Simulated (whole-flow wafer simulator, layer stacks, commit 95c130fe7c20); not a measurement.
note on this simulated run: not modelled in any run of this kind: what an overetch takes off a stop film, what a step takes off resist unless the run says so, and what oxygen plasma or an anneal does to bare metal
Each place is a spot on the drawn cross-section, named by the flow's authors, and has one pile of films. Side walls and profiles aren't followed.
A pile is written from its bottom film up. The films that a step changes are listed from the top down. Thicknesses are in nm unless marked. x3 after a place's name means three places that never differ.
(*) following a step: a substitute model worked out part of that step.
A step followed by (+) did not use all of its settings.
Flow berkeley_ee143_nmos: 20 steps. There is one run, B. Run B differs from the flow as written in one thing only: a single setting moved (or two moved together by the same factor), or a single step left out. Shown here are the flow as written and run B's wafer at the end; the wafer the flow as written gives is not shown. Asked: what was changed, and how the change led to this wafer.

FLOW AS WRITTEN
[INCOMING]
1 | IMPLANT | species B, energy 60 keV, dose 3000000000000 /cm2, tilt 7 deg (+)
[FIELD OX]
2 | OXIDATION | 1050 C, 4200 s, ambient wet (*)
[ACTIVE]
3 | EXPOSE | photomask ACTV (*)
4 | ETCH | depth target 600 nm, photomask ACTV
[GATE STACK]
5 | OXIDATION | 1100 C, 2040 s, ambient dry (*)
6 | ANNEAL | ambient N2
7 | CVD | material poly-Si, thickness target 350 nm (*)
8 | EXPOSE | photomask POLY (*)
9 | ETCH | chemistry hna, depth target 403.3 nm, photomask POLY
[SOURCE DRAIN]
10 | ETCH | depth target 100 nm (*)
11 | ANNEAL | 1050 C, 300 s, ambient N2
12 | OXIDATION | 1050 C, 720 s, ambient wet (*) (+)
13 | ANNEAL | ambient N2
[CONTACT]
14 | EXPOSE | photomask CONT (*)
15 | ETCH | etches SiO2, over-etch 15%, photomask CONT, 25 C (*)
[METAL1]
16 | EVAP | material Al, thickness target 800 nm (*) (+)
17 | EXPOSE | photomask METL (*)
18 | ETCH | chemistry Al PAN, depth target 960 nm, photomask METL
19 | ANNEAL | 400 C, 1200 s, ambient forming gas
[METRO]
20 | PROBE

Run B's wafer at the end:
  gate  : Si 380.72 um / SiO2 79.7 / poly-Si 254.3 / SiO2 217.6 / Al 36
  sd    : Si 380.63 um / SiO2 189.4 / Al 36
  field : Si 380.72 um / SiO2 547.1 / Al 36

What caused this: step 18, ETCH: depth target 764 nm was run, though the flow has depth target 960 nm.

The path from the change to this, step by step:
  18 | ETCH | chemistry Al PAN, depth target 960 nm, photomask METL
      gate, sd, field: -764 Al (as written it would have been: -800 Al (all of it))
With metal films that touch counted as one body, gate has 1 body; the flow as written gives 0 bodies.
With metal films that touch counted as one body, sd has 1 body; the flow as written gives 0 bodies.
With metal films that touch counted as one body, field has 1 body; the flow as written gives 0 bodies.
